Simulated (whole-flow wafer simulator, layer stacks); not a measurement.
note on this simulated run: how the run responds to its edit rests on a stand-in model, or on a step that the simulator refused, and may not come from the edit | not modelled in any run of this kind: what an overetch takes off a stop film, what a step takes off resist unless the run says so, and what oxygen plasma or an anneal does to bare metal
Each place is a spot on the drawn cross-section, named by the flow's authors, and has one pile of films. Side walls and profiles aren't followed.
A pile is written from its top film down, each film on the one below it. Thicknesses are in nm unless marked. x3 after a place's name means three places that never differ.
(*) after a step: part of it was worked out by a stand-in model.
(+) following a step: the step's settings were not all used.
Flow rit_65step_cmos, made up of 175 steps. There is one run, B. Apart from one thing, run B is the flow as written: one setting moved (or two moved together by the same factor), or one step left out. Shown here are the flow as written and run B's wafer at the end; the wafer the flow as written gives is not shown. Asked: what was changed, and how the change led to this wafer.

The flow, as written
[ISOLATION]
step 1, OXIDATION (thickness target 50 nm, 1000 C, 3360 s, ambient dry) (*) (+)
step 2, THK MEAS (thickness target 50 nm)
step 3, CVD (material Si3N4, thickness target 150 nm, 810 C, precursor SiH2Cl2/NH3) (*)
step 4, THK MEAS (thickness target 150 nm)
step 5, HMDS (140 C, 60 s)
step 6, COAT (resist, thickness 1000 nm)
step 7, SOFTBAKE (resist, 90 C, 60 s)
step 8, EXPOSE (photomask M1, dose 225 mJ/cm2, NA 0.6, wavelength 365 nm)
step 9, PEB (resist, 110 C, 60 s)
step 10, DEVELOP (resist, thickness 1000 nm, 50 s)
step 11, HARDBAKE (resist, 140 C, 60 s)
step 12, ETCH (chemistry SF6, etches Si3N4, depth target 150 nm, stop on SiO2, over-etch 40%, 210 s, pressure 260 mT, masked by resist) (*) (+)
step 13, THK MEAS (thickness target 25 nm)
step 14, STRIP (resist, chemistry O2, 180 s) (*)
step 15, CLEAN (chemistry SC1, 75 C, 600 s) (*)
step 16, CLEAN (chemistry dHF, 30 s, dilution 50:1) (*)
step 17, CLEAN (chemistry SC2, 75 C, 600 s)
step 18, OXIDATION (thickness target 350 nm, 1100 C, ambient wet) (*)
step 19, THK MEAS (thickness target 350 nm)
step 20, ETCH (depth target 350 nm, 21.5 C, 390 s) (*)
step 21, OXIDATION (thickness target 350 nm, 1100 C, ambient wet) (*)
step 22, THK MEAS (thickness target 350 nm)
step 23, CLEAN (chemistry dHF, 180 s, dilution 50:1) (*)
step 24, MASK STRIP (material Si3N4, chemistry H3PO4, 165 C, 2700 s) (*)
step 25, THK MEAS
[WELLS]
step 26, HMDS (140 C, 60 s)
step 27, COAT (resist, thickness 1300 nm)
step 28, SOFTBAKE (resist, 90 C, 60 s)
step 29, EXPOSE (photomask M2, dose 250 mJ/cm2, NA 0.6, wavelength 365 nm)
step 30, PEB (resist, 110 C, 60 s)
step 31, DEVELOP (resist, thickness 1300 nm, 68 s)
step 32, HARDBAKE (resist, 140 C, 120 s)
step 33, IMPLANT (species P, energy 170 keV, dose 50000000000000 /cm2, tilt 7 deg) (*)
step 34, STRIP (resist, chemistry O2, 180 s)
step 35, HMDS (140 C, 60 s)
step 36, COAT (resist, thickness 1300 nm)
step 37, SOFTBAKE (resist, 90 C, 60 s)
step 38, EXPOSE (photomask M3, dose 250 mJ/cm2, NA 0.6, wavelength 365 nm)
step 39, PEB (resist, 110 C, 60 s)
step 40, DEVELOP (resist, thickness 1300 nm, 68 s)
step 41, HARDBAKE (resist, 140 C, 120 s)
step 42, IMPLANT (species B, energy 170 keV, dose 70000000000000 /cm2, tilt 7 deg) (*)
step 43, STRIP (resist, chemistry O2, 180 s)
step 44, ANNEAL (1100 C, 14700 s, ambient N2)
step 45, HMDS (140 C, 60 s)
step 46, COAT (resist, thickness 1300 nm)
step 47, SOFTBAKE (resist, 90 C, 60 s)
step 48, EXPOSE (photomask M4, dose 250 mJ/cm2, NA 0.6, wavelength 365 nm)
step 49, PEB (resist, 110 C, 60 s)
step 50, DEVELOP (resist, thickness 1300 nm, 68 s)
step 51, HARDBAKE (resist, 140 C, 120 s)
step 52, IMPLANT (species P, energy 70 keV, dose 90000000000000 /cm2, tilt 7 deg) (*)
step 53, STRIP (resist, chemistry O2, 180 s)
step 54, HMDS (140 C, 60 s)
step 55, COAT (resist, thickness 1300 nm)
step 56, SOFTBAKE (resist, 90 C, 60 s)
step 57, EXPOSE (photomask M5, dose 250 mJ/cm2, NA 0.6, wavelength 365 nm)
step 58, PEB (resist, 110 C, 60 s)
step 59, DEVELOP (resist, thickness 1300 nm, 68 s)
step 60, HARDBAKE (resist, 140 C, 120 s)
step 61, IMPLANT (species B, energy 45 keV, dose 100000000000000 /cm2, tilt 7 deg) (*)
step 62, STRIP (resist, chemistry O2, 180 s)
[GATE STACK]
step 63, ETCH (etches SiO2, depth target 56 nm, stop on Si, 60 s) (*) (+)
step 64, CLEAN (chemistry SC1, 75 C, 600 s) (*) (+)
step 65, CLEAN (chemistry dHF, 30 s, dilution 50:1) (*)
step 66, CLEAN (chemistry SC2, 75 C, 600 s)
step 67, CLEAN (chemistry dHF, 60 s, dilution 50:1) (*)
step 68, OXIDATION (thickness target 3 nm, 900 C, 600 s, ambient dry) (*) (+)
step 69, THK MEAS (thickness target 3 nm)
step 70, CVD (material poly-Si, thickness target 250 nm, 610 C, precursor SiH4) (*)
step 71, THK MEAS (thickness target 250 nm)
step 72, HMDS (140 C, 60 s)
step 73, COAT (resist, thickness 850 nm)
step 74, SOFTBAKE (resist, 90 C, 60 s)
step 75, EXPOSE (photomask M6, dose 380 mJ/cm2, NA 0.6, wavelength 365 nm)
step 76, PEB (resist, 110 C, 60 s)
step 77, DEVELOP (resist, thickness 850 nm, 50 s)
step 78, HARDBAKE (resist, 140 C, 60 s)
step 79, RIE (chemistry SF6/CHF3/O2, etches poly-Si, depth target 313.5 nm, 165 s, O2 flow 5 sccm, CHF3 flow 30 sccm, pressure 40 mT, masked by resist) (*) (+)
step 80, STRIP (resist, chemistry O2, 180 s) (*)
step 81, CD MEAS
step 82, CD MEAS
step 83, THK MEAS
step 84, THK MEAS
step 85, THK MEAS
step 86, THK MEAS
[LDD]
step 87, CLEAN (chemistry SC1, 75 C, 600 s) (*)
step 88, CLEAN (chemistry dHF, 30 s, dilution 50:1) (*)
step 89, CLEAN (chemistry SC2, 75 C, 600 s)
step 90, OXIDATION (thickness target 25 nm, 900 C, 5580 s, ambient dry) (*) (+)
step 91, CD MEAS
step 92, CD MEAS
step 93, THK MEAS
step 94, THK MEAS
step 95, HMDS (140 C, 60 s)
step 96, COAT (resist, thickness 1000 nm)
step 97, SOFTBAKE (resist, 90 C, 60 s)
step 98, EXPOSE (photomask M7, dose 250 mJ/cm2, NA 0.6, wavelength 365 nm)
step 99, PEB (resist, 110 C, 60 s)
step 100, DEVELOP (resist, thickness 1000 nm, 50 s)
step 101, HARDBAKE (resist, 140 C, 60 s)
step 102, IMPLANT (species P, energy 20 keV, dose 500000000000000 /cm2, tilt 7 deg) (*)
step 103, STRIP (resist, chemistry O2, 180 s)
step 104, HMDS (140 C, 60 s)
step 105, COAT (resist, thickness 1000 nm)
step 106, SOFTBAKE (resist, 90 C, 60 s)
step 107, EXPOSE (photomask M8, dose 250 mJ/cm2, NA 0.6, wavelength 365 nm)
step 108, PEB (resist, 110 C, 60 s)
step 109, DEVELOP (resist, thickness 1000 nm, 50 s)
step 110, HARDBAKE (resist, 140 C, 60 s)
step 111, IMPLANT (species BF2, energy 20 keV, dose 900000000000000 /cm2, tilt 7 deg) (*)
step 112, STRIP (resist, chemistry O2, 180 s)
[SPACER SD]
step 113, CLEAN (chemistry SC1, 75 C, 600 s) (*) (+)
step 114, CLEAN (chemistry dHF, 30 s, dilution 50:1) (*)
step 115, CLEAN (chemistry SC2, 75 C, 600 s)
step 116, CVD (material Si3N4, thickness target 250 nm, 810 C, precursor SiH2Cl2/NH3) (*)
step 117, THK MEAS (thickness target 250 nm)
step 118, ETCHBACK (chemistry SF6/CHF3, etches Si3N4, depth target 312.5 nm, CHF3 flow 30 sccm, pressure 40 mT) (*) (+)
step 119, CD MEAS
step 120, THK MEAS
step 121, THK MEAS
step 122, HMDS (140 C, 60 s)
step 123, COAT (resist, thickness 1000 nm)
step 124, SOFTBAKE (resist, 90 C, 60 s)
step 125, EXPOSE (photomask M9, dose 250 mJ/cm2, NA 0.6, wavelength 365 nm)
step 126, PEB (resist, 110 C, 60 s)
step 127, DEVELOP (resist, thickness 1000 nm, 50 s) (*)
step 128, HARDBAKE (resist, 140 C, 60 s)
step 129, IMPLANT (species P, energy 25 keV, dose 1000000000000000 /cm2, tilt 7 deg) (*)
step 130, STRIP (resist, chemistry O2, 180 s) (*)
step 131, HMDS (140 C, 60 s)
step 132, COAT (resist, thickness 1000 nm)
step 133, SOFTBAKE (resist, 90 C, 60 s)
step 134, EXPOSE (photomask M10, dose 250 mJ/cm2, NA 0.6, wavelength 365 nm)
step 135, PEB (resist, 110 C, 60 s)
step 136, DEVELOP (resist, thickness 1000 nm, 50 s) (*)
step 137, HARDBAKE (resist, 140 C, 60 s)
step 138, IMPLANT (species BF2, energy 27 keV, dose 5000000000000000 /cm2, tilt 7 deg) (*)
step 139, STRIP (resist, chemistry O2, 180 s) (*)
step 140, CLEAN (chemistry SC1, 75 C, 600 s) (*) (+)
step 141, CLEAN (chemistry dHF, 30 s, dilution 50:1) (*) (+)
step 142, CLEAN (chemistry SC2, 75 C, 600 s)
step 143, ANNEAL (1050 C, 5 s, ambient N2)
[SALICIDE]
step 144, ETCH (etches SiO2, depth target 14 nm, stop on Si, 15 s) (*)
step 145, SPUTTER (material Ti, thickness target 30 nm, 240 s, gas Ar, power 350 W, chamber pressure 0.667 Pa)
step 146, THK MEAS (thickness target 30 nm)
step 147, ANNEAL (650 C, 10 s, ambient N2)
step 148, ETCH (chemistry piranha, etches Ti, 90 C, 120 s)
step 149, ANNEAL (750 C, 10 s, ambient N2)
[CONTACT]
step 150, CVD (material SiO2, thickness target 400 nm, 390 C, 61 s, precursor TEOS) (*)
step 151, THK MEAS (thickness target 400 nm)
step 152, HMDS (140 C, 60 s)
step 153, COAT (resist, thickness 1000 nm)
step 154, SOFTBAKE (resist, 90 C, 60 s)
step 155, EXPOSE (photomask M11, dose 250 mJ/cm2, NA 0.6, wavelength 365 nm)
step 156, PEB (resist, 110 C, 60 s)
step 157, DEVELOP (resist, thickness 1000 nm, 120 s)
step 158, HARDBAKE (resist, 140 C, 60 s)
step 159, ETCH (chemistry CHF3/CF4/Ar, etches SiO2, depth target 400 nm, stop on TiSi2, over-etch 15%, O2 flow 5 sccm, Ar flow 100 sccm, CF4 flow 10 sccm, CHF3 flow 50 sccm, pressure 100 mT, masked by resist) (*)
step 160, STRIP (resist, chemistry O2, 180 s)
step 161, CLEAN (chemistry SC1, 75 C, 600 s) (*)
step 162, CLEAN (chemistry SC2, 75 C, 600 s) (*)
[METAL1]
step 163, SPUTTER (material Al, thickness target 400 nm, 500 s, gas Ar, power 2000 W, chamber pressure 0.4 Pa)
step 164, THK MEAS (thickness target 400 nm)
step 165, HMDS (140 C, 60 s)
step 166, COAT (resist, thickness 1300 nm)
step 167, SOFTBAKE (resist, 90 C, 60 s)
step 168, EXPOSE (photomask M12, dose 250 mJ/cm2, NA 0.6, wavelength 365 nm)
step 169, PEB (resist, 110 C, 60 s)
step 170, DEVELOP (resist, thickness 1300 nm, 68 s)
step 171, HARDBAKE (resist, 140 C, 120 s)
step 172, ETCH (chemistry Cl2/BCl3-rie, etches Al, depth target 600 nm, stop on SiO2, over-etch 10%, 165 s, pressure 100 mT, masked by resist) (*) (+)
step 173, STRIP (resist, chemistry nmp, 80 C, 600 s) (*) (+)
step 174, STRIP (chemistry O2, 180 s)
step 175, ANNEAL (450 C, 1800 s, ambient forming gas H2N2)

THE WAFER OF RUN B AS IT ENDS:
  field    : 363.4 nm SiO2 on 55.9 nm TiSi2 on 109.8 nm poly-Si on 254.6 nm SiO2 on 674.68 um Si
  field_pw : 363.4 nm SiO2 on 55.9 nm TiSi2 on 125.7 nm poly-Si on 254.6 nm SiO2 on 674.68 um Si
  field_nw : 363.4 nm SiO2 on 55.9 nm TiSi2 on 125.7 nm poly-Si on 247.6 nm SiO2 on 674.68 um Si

The reason: step 79, RIE: chemistry SF6/CHF3/O2, etches poly-Si, depth target 313.5 nm, 165 s, O2 flow 5 sccm, CHF3 flow 30 sccm, pressure 40 mT, masked by resist (*) (+), was skipped.

The path from the change to this, step by step:
  step 80, STRIP (resist, chemistry O2, 180 s) (*)
      active_n, active_p, spacer, spacer_p, sd_n, sd_p, contact, m1: chemical SiO2 gains 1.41 (new film), poly-Si loses 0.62 (as written it would have been: chemical SiO2 gains 1.41 (new film), Si loses 0.62)
      field, field_pw, field_nw, field_p: chemical SiO2 gains 1.41 (new film), poly-Si loses 0.62 (as written it would have been: nothing)
      (as well as at 2 more places)
  step 87, CLEAN (chemistry SC1, 75 C, 600 s) (*)
      active_n, active_p, spacer, spacer_p, sd_n, sd_p, contact, m1: chemical SiO2 loses 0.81, poly-Si loses 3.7 (as written it would have been: chemical SiO2 loses 0.81, Si loses 3.7)
      field, field_pw, field_nw, field_p: chemical SiO2 loses 0.81, poly-Si loses 3.7 (as written it would have been: SiO2 loses 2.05)
  step 88, CLEAN (chemistry dHF, 30 s, dilution 50:1) (*)
      field, field_pw, field_nw, field_p: chemical SiO2 loses 0.6 (all of it) (as written it would have been: SiO2 loses 2.78)
  step 90, OXIDATION (thickness target 25 nm, 900 C, 5580 s, ambient dry) (*) (+)
      active_n, active_p, spacer, spacer_p, sd_n, sd_p, contact, m1: SiO2 gains 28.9 (new film), chemical SiO2 loses 0.4 (all of it), poly-Si loses 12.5 (as written it would have been: SiO2 gains 26.5 (new film), chemical SiO2 loses 0.4 (all of it), Si loses 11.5)
      field, field_pw: SiO2 gains 28.9 (new film), chemical SiO2 loses 0.4 (all of it), poly-Si loses 12.5 (as written it would have been: SiO2 gains 6.57, Si loses 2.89)
      (as well as at 2 more places)
  step 96, COAT (resist, thickness 1000 nm)
      gate_n, gate_p: resist gains 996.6 (new film) (as written it would have been: resist gains 750.6 (new film))
  step 99, PEB (resist, 110 C, 60 s)
      gate_n, gate_p: resist loses 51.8 (as written it would have been: resist loses 38.6)
  step 100, DEVELOP (resist, thickness 1000 nm, 50 s)
      gate_n: resist loses 944.8 (all of it) (as written it would have been: resist loses 712.1 (all of it))
  step 101, HARDBAKE (resist, 140 C, 60 s)
      gate_p: resist loses 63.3 (as written it would have been: resist loses 45.8)
  step 103, STRIP (resist, chemistry O2, 180 s)
      gate_p: resist loses 881.5 (all of it) (as written it would have been: resist loses 666.3 (all of it))
  step 105, COAT (resist, thickness 1000 nm)
      gate_n, gate_p: resist gains 996.6 (new film) (as written it would have been: resist gains 750.6 (new film))
  step 108, PEB (resist, 110 C, 60 s)
      gate_n, gate_p: resist loses 51.8 (as written it would have been: resist loses 38.6)
  step 109, DEVELOP (resist, thickness 1000 nm, 50 s)
      gate_p: resist loses 944.8 (all of it) (as written it would have been: resist loses 712.1 (all of it))
  step 110, HARDBAKE (resist, 140 C, 60 s)
      gate_n: resist loses 63.3 (as written it would have been: resist loses 45.8)
  step 112, STRIP (resist, chemistry O2, 180 s)
      gate_n: resist loses 881.5 (all of it) (as written it would have been: resist loses 666.3 (all of it))
  step 118, ETCHBACK (chemistry SF6/CHF3, etches Si3N4, depth target 312.5 nm, CHF3 flow 30 sccm, pressure 40 mT) (*) (+)
      field_pw, field_nw: Si3N4 loses 250 (all of it), SiO2 loses 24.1 (all of it), poly-Si loses 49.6 (as written it would have been: Si3N4 loses 250 (all of it), SiO2 loses 48.1)
      field: Si3N4 loses 250 (all of it), SiO2 loses 16.3 (all of it), poly-Si loses 65.5 (as written it would have been: Si3N4 loses 250 (all of it), SiO2 loses 48.1)
      (as well as at 3 more places)
  step 123, COAT (resist, thickness 1000 nm)
      field: resist gains 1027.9 (new film) (as written it would have been: resist gains 1066.4 (new film))
      field_pw: resist gains 1010.7 (new film) (as written it would have been: resist gains 1044.8 (new film))
      (as well as at 6 more places)
  ... 23 further steps ...
  step 170, DEVELOP (resist, thickness 1300 nm, 68 s)
      field: resist loses 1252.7 (all of it) (as written it would have been: resist loses 1316.6 (all of it))
      field_pw: resist loses 1238.7 (all of it) (as written it would have been: resist loses 1285.5 (all of it))
      (as well as at 6 more places)
